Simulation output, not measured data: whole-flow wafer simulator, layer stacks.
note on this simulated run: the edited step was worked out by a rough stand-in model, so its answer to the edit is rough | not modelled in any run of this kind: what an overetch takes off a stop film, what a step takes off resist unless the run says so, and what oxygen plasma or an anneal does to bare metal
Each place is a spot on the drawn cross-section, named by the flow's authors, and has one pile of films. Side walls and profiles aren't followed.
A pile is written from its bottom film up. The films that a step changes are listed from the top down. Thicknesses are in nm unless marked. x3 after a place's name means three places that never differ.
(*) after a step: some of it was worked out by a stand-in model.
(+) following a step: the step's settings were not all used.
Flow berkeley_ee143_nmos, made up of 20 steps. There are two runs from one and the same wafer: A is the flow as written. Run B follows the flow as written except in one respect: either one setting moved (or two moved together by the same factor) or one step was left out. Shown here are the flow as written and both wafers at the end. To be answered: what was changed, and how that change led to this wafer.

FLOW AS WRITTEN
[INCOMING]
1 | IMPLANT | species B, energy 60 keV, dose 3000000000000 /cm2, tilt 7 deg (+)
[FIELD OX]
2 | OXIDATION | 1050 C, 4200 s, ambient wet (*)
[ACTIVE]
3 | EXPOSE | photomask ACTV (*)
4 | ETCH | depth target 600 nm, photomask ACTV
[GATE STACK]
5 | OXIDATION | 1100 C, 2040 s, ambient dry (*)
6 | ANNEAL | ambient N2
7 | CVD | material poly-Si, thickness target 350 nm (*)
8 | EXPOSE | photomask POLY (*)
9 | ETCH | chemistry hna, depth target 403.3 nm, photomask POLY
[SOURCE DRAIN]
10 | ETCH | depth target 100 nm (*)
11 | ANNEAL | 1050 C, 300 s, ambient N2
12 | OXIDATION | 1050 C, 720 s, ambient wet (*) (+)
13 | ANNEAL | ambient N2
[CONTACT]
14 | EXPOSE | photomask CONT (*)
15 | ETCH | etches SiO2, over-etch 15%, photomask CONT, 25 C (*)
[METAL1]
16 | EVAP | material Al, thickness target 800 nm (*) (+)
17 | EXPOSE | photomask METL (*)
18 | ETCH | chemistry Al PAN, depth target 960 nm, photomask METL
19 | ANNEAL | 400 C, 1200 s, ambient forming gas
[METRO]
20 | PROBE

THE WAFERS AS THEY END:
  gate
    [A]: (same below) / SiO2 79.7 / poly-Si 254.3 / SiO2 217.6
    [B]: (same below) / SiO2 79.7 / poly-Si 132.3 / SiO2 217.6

Cause: step 7, CVD: thickness target 228 nm was run, though the flow has thickness target 350 nm.

Step by step, how the change led to this:
  7 | CVD | material poly-Si, thickness target 350 nm (*)
      gate, sd, contact, field: A poly-Si gains 350 (new film) | B poly-Si gains 228 (new film)
  9 | ETCH | chemistry hna, depth target 403.3 nm, photomask POLY
      sd, contact, field: A poly-Si loses 350 (all of it) | B poly-Si loses 228 (all of it)
